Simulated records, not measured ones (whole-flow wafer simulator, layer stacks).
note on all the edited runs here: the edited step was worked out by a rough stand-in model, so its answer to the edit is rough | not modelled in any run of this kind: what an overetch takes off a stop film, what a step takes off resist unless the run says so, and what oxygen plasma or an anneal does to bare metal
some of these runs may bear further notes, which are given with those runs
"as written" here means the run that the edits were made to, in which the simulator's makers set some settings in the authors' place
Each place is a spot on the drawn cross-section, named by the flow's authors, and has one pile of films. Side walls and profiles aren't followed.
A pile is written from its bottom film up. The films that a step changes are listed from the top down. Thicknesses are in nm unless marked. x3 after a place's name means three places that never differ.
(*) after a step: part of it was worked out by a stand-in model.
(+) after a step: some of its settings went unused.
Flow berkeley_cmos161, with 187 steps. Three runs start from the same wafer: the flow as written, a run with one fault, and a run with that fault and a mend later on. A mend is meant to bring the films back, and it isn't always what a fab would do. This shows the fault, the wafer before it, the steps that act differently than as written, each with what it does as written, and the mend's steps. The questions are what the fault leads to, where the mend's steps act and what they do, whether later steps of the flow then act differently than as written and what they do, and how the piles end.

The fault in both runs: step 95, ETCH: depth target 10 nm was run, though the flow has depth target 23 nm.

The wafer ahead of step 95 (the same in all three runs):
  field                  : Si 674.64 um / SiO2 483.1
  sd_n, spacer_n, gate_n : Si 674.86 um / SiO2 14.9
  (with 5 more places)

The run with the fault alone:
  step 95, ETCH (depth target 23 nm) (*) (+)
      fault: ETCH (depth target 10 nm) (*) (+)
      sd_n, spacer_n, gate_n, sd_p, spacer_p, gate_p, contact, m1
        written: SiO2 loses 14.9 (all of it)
        fault: SiO2 loses 10
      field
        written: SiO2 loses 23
        fault: SiO2 loses 10
  Steps further on in the flow that do not act as written (34 other steps are not shown; they differ only slightly, by no more than 2% or 0.5 nm, whichever is larger):
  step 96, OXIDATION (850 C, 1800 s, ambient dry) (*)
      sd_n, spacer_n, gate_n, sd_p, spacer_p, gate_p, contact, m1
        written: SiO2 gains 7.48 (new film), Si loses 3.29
        fault: SiO2 gains 5.19, Si loses 2.29
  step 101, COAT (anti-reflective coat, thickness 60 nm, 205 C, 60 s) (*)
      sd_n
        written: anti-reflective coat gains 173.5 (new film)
        fault: anti-reflective coat gains 181.2 (new film)
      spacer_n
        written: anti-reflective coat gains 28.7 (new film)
        fault: anti-reflective coat gains 27 (new film)
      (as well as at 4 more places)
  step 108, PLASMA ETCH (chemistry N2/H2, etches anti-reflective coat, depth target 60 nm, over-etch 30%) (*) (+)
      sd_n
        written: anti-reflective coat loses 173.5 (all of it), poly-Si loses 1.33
        fault: anti-reflective coat loses 181.2 (all of it), poly-Si loses 1.39
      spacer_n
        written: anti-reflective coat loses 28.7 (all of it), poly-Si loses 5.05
        fault: anti-reflective coat loses 27 (all of it), poly-Si loses 5.35
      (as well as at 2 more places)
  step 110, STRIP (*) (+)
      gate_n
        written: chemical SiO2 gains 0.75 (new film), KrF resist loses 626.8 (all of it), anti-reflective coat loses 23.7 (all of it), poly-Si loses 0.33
        fault: chemical SiO2 gains 0.75 (new film), KrF resist loses 633.1 (all of it), anti-reflective coat loses 22 (all of it), poly-Si loses 0.33
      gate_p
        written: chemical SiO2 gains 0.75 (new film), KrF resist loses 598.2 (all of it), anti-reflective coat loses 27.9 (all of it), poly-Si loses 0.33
        fault: chemical SiO2 gains 0.75 (new film), KrF resist loses 601.9 (all of it), anti-reflective coat loses 27 (all of it), poly-Si loses 0.33
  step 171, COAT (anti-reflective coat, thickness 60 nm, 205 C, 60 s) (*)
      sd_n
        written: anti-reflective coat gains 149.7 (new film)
        fault: anti-reflective coat gains 159.7 (new film)
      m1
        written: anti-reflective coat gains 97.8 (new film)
        fault: anti-reflective coat gains 100.5 (new film)
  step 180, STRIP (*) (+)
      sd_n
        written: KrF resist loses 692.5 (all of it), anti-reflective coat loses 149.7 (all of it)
        fault: KrF resist loses 690.4 (all of it), anti-reflective coat loses 159.7 (all of it)
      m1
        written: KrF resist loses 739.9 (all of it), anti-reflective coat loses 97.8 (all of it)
        fault: KrF resist loses 744.6 (all of it), anti-reflective coat loses 100.5 (all of it)
  At field, gate_n, gate_p, the piles at the end differ from the flow's by more than 2% or 0.5 nm, whichever is larger.
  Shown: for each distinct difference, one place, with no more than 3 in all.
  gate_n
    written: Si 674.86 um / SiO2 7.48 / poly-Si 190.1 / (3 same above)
    fault: Si 674.86 um / SiO2 10.1 / poly-Si 190.1 / (3 same above)
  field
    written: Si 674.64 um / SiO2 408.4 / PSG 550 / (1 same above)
    fault: Si 674.64 um / SiO2 421.4 / PSG 550 / (1 same above)

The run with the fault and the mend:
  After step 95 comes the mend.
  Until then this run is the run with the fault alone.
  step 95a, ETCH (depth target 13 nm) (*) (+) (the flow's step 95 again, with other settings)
      sd_n, spacer_n, gate_n, sd_p, spacer_p, gate_p, contact, m1
        SiO2 loses 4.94 (all of it)
      field
        SiO2 loses 13
  None of the later steps of the flow acts differently than as written at any place that is followed.
  By the end, the piles equal the flow's at every place that both follow.
